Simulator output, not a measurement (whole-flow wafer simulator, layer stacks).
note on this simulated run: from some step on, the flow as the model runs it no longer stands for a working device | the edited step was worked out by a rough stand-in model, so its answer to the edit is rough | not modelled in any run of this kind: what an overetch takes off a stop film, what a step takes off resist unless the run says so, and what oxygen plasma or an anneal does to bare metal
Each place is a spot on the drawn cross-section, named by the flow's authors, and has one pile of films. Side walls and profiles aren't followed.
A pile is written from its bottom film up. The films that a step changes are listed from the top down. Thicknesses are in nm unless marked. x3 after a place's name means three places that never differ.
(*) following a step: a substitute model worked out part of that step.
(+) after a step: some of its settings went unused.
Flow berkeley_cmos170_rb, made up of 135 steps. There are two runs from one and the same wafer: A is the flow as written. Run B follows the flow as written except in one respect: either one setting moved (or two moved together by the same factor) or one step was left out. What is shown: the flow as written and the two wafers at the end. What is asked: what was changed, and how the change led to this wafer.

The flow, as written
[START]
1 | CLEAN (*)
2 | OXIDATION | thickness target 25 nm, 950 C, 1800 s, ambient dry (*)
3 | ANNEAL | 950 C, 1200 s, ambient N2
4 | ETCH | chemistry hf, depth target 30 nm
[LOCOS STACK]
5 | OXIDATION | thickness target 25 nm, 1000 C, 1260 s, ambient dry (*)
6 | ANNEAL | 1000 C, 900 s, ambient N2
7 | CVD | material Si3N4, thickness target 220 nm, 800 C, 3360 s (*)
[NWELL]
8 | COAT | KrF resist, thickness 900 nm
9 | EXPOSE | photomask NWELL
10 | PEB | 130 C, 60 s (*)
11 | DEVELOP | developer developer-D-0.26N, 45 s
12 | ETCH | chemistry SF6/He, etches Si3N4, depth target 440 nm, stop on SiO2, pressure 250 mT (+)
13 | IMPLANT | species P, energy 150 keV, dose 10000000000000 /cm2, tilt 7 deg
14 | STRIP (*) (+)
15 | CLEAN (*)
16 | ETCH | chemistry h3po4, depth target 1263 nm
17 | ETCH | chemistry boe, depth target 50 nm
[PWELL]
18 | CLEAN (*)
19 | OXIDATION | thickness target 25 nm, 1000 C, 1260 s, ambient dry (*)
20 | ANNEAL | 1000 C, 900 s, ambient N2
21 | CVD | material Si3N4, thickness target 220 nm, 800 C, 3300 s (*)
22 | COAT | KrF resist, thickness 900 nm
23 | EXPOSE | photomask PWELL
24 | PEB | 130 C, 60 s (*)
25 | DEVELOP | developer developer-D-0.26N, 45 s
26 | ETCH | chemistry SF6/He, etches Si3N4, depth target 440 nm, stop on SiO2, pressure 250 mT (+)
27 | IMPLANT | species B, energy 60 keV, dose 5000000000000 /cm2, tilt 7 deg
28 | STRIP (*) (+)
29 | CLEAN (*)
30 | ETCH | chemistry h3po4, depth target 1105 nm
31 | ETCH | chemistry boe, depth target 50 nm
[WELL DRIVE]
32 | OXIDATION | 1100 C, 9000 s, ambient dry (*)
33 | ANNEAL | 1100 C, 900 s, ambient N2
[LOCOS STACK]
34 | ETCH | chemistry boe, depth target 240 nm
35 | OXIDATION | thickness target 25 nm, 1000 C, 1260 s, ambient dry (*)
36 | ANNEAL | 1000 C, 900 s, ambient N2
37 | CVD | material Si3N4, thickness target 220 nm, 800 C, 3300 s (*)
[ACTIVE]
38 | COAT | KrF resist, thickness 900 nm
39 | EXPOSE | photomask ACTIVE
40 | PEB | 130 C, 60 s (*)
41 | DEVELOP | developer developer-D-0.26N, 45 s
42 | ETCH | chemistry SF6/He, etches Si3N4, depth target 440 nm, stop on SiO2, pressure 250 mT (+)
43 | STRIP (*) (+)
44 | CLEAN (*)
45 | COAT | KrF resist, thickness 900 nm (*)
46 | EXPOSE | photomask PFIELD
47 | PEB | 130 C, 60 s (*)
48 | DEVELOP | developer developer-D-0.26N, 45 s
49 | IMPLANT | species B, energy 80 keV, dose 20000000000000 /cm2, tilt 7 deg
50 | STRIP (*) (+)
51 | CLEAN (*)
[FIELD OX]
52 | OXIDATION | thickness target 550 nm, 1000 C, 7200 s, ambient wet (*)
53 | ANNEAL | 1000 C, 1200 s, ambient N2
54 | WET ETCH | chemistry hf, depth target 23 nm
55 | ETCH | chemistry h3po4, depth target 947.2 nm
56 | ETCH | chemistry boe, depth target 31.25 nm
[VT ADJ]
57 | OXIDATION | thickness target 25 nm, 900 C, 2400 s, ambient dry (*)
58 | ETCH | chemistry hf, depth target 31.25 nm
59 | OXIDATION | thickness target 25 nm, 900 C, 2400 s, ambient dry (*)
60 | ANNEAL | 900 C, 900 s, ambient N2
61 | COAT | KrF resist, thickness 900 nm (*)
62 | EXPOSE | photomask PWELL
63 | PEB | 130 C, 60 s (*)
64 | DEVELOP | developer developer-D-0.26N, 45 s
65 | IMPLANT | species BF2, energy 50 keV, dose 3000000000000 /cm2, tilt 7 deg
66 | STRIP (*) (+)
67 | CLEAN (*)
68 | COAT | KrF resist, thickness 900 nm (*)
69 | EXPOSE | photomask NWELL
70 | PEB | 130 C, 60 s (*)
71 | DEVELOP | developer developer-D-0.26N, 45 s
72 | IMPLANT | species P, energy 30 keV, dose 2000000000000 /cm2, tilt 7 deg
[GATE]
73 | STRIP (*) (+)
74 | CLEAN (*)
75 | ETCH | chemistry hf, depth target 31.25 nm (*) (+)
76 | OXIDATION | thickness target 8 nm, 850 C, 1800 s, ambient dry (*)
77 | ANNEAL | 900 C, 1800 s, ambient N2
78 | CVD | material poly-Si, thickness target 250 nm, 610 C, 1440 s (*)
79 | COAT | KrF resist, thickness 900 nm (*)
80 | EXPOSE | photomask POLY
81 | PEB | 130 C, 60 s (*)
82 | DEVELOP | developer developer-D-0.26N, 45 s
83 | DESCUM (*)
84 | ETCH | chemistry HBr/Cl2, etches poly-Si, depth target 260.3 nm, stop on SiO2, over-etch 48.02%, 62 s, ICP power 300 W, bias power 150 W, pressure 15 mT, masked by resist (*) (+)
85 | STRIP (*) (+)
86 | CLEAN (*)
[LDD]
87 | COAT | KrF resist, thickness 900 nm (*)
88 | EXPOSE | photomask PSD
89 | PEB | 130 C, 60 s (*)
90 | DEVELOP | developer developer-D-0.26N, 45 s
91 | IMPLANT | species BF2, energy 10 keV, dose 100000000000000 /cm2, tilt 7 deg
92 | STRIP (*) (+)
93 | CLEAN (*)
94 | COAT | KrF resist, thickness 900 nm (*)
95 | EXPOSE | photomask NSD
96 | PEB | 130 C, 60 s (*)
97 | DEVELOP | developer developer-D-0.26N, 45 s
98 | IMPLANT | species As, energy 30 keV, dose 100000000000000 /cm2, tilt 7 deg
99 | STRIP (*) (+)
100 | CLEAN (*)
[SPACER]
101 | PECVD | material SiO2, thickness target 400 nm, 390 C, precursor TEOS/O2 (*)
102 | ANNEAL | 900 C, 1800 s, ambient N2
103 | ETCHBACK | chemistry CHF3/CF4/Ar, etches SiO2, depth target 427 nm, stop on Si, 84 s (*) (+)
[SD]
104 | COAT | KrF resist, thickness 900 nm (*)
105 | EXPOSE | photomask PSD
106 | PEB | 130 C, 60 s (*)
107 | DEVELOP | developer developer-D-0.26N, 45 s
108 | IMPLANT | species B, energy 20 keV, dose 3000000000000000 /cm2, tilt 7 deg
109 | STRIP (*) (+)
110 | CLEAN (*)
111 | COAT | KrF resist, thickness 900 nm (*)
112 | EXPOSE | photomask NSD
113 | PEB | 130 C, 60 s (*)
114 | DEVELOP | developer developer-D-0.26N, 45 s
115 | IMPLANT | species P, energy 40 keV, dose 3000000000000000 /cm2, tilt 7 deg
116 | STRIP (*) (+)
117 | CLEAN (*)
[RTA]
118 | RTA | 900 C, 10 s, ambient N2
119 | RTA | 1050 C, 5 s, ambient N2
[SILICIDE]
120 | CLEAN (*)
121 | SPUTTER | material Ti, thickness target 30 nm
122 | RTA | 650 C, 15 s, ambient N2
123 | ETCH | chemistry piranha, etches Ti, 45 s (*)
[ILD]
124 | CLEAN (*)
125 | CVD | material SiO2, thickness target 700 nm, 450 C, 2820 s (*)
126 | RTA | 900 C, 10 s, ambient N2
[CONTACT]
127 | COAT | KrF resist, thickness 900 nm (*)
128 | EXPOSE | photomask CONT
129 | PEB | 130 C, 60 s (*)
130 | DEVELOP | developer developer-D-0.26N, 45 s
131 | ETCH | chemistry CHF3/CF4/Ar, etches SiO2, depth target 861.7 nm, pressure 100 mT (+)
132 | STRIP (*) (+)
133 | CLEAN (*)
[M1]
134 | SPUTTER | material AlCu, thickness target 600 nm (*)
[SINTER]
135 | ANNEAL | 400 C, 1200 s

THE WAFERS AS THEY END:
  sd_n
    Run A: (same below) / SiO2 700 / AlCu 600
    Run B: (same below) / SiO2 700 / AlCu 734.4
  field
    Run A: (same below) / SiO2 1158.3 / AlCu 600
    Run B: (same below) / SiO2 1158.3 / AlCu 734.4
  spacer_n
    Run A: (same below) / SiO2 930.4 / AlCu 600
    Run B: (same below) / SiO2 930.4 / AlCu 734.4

Cause: step 134, SPUTTER: thickness target 734.4 nm was run, though the flow has thickness target 600 nm.
The wafer lets one read it off: sd_n has AlCu 734.4, and step 134 as written asks for 600 nm.

Step by step, how the change led to this:
  134 | SPUTTER | material AlCu, thickness target 600 nm (*)
      field, sd_n, spacer_n, gate, spacer_p, gate_p, m1: A +600 AlCu (new film) | B +734.4 AlCu (new film)
      sd_p: A +545.9 AlCu (new film) | B +674.8 AlCu (new film)
      (also at 1 further place)
